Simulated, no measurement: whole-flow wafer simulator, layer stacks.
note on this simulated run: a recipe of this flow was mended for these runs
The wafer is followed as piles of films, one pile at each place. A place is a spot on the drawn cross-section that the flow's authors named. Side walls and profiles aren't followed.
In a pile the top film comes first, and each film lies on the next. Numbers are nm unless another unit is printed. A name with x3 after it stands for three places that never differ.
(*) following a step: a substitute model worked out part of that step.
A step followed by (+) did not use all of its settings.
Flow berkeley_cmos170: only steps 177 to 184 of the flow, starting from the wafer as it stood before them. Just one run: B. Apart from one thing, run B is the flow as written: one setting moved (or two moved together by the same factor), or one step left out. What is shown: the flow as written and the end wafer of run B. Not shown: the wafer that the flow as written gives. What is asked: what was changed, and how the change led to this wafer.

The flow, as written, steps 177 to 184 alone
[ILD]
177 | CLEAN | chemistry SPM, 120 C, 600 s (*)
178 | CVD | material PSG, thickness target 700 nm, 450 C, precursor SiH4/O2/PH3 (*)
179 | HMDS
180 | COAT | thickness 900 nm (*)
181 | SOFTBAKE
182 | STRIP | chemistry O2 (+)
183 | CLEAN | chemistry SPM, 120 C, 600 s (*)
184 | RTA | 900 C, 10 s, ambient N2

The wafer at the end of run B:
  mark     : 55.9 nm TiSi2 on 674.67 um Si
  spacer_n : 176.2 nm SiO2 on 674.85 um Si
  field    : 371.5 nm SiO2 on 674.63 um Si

Cause: step 178, CVD: material PSG, thickness target 700 nm, 450 C, precursor SiH4/O2/PH3 (*), was skipped.

The path from the change to this, step by step:
  180 | COAT | thickness 900 nm (*)
      sd_n: +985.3 KrF-resist (new film) (it would be, as written: +1042.1 KrF-resist (new film))
      spacer_n: +818.8 KrF-resist (new film) (it would be, as written: +873 KrF-resist (new film))
      (as well as at 3 more places)
  182 | STRIP | chemistry O2 (+)
      sd_n: -985.3 KrF-resist (all of it) (it would be, as written: -1042.1 KrF-resist (all of it))
      spacer_n: -818.8 KrF-resist (all of it) (it would be, as written: -873 KrF-resist (all of it))
      (as well as at 3 more places)
